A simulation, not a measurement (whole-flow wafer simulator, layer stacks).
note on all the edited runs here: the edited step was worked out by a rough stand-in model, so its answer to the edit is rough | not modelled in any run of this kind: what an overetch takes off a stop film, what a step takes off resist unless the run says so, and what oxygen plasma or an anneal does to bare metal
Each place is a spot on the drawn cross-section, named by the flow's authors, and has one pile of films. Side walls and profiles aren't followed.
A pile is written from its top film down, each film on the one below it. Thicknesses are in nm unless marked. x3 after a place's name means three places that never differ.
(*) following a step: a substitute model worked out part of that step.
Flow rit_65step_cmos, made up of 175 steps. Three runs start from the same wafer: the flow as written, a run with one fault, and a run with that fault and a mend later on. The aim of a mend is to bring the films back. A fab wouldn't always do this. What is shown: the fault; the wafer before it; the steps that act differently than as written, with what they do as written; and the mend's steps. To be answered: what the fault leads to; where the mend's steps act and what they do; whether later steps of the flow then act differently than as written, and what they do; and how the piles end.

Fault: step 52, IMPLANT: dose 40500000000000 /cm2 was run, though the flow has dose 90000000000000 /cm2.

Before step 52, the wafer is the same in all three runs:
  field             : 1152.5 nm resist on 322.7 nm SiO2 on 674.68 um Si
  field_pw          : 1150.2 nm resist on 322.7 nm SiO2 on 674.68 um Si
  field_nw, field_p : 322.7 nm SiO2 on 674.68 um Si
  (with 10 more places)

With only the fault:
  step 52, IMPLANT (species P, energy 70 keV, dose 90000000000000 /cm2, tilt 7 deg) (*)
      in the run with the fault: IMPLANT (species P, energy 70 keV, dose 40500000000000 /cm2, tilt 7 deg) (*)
      does the same as it does as written at each place that is followed
  Steps further on in the flow that do not act as written (35 other steps are not shown; they differ only slightly, by no more than 2% or 0.5 nm, whichever is larger):
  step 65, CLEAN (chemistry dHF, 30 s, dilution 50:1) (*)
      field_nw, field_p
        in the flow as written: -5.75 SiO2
        in the run with the fault: -4.28 SiO2
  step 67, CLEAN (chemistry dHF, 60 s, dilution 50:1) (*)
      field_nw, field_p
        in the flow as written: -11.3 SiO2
        in the run with the fault: -8.49 SiO2
  The piles end only slightly different from the flow's at the places that both follow, by no more than 2% or 0.5 nm, whichever is larger.

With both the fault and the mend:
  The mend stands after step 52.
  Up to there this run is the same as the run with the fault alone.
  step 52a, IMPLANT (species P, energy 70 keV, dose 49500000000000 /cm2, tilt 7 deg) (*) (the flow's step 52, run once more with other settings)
      leaves every film unchanged at each place that is followed
  Every later step of the flow that is run acts as written at every place that is followed.
  By the end, the piles equal the flow's at every place that both follow.
